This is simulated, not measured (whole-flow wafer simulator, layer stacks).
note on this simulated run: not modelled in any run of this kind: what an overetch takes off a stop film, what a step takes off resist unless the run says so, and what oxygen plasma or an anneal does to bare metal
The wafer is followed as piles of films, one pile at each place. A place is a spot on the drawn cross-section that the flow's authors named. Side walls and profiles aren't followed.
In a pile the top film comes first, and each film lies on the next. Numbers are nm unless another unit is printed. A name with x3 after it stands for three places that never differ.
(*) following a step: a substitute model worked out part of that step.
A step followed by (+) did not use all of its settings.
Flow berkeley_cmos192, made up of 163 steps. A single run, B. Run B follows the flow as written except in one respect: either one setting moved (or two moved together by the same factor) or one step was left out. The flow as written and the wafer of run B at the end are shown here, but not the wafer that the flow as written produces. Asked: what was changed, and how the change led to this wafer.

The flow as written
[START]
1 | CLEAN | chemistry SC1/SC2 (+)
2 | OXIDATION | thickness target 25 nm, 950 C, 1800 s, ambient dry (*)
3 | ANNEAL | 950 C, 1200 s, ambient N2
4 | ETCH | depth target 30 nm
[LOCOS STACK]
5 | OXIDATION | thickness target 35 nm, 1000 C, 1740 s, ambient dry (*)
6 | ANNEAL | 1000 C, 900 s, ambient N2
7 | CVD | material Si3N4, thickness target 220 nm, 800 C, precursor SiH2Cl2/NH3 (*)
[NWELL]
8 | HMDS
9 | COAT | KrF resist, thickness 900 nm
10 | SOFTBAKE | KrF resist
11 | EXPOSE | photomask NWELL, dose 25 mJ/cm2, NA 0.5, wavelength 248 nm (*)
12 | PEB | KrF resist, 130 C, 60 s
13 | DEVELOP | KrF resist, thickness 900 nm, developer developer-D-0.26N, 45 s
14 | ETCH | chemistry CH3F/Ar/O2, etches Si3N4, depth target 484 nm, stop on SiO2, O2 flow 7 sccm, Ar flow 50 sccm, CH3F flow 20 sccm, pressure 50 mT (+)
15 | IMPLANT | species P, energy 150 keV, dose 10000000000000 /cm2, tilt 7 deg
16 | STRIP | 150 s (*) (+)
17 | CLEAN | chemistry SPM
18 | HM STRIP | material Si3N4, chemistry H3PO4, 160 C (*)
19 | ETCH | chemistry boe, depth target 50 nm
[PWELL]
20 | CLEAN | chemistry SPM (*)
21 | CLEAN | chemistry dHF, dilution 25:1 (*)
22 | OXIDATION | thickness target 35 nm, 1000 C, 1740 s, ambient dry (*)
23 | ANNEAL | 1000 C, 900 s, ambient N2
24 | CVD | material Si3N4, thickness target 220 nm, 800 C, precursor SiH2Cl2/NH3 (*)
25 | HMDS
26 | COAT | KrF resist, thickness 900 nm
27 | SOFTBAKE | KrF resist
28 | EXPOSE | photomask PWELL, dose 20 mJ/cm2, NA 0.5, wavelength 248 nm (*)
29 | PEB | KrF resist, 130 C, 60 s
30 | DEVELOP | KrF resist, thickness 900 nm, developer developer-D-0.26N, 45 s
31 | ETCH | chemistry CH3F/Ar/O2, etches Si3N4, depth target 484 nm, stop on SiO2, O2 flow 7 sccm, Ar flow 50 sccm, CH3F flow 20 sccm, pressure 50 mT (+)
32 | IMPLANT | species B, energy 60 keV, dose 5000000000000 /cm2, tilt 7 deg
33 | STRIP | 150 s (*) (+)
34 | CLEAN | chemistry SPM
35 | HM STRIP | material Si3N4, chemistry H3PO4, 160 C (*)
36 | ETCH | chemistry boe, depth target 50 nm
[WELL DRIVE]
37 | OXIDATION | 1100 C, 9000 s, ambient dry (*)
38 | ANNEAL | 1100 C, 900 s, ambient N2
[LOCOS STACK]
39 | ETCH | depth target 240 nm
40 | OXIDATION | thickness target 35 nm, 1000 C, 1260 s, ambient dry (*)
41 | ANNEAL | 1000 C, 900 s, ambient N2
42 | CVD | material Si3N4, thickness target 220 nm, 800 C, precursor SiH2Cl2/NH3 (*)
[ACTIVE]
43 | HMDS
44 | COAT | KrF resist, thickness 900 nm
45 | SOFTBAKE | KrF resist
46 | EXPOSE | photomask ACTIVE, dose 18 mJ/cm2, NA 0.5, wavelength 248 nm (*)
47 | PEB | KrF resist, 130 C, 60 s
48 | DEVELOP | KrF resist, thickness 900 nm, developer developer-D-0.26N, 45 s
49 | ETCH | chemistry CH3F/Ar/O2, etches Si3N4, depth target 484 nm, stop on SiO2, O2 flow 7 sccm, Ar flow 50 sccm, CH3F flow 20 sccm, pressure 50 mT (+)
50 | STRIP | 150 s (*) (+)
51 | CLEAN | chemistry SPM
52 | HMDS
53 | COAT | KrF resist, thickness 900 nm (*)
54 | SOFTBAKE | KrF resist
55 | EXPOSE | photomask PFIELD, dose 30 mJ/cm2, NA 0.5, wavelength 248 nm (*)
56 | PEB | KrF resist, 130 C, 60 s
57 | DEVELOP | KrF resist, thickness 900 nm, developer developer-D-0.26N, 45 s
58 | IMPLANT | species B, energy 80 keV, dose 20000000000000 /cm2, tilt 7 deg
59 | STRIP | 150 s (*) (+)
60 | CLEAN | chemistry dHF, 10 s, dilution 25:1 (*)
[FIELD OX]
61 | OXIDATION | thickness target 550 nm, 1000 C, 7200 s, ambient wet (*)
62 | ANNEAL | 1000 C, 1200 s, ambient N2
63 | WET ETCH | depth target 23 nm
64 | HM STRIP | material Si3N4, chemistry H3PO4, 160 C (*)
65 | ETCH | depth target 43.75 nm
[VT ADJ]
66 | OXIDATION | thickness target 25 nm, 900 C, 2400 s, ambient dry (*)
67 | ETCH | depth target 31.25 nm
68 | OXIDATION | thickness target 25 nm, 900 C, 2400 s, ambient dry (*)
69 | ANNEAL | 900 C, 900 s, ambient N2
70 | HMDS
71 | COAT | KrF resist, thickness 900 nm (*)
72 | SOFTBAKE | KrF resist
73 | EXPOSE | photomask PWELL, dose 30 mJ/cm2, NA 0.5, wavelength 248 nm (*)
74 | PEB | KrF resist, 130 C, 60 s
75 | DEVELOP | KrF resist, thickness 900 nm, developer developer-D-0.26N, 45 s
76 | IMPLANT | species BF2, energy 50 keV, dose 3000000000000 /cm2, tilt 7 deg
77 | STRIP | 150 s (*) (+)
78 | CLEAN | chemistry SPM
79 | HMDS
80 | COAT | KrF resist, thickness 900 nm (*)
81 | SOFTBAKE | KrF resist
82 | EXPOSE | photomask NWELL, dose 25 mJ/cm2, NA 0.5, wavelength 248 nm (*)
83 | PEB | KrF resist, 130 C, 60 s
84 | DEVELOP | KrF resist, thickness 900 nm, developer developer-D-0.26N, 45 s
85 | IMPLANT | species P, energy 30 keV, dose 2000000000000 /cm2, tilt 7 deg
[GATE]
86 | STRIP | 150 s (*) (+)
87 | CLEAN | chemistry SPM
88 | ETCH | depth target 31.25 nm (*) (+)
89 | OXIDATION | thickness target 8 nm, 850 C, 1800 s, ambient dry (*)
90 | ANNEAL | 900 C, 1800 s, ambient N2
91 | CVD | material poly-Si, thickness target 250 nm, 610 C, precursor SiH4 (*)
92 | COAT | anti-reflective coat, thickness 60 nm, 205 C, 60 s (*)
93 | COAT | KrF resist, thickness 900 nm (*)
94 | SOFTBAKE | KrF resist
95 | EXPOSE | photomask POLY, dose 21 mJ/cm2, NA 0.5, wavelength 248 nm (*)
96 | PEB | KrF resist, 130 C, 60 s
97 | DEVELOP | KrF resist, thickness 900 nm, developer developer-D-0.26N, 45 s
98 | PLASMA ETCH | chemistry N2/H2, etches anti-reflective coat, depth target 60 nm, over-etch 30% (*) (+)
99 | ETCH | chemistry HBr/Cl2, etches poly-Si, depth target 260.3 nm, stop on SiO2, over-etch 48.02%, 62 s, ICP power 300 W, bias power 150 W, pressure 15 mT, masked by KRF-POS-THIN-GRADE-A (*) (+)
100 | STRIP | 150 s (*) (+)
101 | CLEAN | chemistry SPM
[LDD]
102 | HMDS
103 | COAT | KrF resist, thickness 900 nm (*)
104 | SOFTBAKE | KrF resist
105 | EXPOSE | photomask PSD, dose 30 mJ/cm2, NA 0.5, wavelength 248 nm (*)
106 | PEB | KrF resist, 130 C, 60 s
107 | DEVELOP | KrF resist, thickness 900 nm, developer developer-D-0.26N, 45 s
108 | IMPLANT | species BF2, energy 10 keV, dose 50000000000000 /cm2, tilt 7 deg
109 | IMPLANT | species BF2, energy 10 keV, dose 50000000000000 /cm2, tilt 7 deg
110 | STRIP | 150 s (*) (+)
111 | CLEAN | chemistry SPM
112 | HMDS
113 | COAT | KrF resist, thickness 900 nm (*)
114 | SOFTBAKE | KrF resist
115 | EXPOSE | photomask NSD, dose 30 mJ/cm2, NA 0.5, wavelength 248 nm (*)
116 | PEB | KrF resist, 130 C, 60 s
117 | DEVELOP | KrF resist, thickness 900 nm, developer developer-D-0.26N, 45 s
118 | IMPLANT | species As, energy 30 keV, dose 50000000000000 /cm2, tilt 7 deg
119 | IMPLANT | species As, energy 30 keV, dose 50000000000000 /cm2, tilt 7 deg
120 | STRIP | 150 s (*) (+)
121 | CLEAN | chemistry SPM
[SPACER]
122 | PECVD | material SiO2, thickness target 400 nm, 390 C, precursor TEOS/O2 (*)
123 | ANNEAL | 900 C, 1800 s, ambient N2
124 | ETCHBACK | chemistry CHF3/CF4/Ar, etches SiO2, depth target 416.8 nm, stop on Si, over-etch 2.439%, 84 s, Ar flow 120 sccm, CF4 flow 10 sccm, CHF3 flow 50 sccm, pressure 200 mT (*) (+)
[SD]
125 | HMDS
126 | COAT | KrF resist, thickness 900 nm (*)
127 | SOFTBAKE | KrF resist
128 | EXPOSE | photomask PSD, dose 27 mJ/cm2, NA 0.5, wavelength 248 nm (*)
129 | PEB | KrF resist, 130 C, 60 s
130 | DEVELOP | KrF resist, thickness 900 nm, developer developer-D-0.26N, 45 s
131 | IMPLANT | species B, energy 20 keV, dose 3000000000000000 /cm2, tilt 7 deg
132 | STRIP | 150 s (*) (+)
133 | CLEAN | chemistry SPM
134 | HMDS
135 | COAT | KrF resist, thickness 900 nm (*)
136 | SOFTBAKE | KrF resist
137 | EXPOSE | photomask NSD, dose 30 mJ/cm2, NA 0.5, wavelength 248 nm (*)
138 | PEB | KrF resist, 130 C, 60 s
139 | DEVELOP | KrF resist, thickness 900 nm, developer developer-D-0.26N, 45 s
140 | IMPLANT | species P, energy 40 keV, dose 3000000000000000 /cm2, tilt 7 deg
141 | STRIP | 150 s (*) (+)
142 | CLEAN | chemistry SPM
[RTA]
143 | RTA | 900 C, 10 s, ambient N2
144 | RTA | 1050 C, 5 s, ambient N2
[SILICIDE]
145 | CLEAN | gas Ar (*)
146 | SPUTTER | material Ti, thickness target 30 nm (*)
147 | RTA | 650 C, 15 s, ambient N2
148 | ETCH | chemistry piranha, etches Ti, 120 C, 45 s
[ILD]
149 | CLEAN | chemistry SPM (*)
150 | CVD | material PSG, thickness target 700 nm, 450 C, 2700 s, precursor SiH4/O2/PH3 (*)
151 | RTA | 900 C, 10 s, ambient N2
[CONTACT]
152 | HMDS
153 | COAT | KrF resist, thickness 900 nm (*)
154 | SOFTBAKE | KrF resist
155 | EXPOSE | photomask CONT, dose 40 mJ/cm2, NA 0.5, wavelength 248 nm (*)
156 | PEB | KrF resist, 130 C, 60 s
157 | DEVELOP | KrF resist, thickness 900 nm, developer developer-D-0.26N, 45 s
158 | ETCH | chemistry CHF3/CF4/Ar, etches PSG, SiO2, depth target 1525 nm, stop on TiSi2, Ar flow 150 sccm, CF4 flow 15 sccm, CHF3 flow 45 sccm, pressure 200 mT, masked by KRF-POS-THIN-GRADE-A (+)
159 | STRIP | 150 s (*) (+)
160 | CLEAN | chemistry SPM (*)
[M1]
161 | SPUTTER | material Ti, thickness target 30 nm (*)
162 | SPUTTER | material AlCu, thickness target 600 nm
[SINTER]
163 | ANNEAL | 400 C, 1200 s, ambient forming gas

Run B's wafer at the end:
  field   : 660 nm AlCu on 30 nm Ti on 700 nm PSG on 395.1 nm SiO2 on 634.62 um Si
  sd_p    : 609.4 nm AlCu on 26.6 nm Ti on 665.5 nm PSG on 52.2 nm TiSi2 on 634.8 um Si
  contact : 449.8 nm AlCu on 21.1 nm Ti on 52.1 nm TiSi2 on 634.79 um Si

What caused this: step 162, SPUTTER: thickness target 660 nm was run, though the flow has thickness target 600 nm.
The wafer itself shows it: field has AlCu 660, and step 162 as written asks for 600 nm.

The path from the change to this, step by step:
  162 | SPUTTER | material AlCu, thickness target 600 nm
      field, sd_n, spacer_n, gate, spacer_p, gate_p, m1: +660 AlCu (new film) (as written it would have been: +600 AlCu (new film))
      sd_p: +609.4 AlCu (new film) (as written it would have been: +551.2 AlCu (new film))
      (as well as at 1 more place)
